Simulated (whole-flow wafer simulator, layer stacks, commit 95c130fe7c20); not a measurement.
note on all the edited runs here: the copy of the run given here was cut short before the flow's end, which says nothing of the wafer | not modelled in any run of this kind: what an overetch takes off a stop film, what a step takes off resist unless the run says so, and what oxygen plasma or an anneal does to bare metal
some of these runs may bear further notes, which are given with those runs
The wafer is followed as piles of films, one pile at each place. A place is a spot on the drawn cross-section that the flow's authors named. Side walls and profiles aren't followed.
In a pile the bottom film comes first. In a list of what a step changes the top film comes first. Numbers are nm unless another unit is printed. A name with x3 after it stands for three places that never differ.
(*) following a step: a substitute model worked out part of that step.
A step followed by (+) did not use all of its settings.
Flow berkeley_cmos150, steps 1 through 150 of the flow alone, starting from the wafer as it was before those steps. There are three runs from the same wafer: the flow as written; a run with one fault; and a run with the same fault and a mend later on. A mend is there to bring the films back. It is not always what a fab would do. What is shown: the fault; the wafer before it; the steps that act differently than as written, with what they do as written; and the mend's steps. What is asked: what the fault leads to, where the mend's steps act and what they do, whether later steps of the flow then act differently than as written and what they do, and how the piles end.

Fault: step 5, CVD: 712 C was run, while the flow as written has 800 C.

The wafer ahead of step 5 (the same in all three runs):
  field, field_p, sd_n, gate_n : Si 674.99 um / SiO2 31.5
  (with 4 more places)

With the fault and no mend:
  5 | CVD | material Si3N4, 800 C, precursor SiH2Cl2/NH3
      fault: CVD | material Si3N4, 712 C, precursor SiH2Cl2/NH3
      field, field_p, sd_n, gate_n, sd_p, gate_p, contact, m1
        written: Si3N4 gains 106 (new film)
        fault: Si3N4 gains 27.3 (new film)
  Later steps of the flow acting differently than as written (32 more steps, not shown, differ only slightly: by at most 2% or 0.5 nm, whichever is larger):
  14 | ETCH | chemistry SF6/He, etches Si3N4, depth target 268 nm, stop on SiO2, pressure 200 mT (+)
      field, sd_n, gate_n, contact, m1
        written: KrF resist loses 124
        fault: KrF resist loses 38.3
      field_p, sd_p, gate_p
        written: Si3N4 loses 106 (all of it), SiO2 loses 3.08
        fault: Si3N4 loses 27.3 (all of it), SiO2 loses 3.08
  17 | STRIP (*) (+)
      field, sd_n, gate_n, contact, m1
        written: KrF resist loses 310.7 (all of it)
        fault: KrF resist loses 396.4 (all of it)
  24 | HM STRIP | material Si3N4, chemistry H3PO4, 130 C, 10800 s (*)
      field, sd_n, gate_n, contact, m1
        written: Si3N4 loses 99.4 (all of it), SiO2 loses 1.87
        fault: Si3N4 loses 20.6 (all of it), SiO2 loses 2.54
  When the end is reached, the piles differ only a little from the flow's at the places that both follow, at most by 2% or 0.5 nm, whichever is larger.

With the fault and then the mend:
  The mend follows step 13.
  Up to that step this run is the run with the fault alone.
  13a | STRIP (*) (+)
      field, sd_n, gate_n, contact, m1
        KrF resist loses 434.7 (all of it)
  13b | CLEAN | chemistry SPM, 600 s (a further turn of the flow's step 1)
      alters no film at any place that is followed
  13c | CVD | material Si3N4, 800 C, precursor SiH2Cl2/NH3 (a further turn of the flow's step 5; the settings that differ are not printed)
      field, field_p, sd_n, gate_n, sd_p, gate_p, contact, m1
        Si3N4 gains 78.8
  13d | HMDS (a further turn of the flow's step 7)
      alters no film at any place that is followed
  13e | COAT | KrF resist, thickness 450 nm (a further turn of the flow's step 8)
      field, field_p, sd_n, gate_n, sd_p, gate_p, contact, m1
        KrF resist gains 450 (new film)
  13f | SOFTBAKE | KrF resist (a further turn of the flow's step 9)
      alters no film at any place that is followed
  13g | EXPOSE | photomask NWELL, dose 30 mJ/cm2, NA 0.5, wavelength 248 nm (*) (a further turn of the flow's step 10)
      alters no film at any place that is followed
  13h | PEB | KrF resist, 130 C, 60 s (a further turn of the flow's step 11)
      field, field_p, sd_n, gate_n, sd_p, gate_p, contact, m1
        KrF resist loses 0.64
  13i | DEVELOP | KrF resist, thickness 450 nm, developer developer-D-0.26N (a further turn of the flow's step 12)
      field, sd_n, gate_n, contact, m1
        KrF resist loses 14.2
      field_p, sd_p, gate_p
        KrF resist loses 449.4 (all of it)
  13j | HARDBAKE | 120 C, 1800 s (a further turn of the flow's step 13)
      field, sd_n, gate_n, contact, m1
        KrF resist loses 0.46
  None of the later steps of the flow acts differently than as written at any place that is followed.
  The piles end the same as the flow's at every place that both follow.
